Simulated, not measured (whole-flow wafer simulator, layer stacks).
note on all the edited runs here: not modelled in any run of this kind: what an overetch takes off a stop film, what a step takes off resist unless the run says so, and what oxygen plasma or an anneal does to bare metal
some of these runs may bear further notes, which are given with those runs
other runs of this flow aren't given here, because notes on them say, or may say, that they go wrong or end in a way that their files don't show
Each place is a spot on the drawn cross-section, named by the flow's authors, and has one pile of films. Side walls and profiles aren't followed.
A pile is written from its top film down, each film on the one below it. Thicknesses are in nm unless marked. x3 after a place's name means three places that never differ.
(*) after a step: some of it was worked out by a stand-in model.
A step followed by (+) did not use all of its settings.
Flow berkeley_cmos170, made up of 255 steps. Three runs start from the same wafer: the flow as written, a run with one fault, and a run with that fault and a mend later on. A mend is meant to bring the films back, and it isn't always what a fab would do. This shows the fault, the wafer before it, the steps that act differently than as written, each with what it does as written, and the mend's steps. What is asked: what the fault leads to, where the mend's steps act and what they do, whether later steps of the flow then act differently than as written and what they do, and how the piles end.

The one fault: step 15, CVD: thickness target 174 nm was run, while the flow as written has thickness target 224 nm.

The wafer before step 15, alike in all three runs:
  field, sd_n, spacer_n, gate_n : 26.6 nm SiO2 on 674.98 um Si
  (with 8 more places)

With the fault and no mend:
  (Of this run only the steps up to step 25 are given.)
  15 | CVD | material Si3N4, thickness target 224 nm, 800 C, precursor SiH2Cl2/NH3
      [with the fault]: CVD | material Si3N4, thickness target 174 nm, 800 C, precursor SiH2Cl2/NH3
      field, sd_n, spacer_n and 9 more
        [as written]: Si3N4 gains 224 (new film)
        [with the fault]: Si3N4 gains 174 (new film)
  Later steps of the flow acting differently than as written:
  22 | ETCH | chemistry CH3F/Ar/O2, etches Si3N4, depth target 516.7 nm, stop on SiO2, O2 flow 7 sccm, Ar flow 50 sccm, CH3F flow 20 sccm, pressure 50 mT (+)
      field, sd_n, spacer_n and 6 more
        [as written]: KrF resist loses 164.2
        [with the fault]: KrF resist loses 130.9
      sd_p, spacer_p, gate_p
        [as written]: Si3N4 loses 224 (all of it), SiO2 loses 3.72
        [with the fault]: Si3N4 loses 174 (all of it), SiO2 loses 3.72
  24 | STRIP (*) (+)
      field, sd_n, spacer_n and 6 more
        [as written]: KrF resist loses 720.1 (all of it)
        [with the fault]: KrF resist loses 753.5 (all of it)
  Once step 25 is done, the piles at field, sd_n, spacer_n and 6 more depart from the flow's by more than 2% or 0.5 nm, whichever is larger.
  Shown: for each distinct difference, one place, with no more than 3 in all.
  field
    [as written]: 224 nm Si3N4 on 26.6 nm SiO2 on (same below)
    [with the fault]: 174 nm Si3N4 on 26.6 nm SiO2 on (same below)

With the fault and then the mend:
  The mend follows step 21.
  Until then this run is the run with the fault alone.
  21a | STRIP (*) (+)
      field, sd_n, spacer_n and 6 more
        KrF resist loses 884.4 (all of it)
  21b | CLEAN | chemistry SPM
      alters no film at any place that is followed
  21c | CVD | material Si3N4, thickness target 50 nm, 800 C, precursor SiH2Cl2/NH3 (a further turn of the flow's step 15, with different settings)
      field, sd_n, spacer_n and 9 more
        Si3N4 gains 50
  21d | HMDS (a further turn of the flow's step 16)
      alters no film at any place that is followed
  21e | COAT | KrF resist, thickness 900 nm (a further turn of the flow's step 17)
      field, sd_n, spacer_n and 9 more
        KrF resist gains 900 (new film)
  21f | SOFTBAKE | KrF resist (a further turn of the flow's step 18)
      alters no film at any place that is followed
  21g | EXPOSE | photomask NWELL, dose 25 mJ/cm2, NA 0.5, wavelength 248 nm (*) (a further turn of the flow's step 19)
      alters no film at any place that is followed
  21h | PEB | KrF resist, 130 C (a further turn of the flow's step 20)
      field, sd_n, spacer_n and 9 more
        KrF resist loses 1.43
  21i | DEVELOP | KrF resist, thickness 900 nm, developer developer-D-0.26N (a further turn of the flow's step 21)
      field, sd_n, spacer_n and 6 more
        KrF resist loses 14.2
      sd_p, spacer_p, gate_p
        KrF resist loses 898.6 (all of it)
  None of the later steps of the flow acts differently than as written at any place that is followed.
  At every place that both follow, the piles at the end match the flow's.
